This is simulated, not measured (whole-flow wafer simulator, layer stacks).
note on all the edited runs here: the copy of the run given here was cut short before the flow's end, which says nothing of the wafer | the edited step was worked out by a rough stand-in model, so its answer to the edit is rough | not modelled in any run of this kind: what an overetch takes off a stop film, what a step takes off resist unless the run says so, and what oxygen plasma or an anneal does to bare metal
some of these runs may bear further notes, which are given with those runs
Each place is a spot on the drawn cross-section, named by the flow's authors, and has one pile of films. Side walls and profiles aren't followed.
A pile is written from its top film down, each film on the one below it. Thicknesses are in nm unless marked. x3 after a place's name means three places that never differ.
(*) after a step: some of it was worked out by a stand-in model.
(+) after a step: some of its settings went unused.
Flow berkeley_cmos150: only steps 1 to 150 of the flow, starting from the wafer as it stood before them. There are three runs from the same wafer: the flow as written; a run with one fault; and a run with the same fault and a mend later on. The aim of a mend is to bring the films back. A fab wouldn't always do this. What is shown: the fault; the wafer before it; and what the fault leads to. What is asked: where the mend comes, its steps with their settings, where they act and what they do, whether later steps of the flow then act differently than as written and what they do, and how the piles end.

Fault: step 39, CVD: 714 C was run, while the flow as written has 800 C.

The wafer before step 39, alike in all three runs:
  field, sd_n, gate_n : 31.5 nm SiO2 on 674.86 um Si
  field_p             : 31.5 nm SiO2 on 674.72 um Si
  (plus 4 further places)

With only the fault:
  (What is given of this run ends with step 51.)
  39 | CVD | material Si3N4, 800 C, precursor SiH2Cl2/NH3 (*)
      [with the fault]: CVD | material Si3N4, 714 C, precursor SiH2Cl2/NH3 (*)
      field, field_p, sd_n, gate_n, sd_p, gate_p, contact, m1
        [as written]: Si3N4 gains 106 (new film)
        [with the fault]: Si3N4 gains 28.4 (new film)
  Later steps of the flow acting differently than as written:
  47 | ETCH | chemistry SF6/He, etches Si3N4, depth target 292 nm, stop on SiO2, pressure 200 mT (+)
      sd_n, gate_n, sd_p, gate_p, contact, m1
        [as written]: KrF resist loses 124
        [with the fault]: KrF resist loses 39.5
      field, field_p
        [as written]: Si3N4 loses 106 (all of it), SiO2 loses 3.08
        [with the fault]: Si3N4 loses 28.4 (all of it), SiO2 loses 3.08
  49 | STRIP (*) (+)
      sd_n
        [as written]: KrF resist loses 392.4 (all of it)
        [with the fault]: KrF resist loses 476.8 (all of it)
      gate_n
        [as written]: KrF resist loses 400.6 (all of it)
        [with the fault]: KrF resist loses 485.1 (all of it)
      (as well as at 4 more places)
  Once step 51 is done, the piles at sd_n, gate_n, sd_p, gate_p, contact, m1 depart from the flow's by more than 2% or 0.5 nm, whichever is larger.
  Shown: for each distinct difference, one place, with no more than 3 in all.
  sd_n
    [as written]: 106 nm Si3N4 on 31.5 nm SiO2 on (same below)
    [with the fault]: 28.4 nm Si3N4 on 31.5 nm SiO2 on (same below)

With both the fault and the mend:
  The mend stands after step 39.
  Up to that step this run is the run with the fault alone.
  39a | CVD | material Si3N4, 800 C, precursor SiH2Cl2/NH3 (*) (the flow's step 39 again, with other settings that aren't printed)
      field, field_p, sd_n, gate_n, sd_p, gate_p, contact, m1
        Si3N4 gains 77.7
  Later steps of the flow that are run all act as written at every place that is followed, up to a difference of at most 2% or 0.5 nm, whichever is larger.
  At every place that both follow, the piles at the end match the flow's.
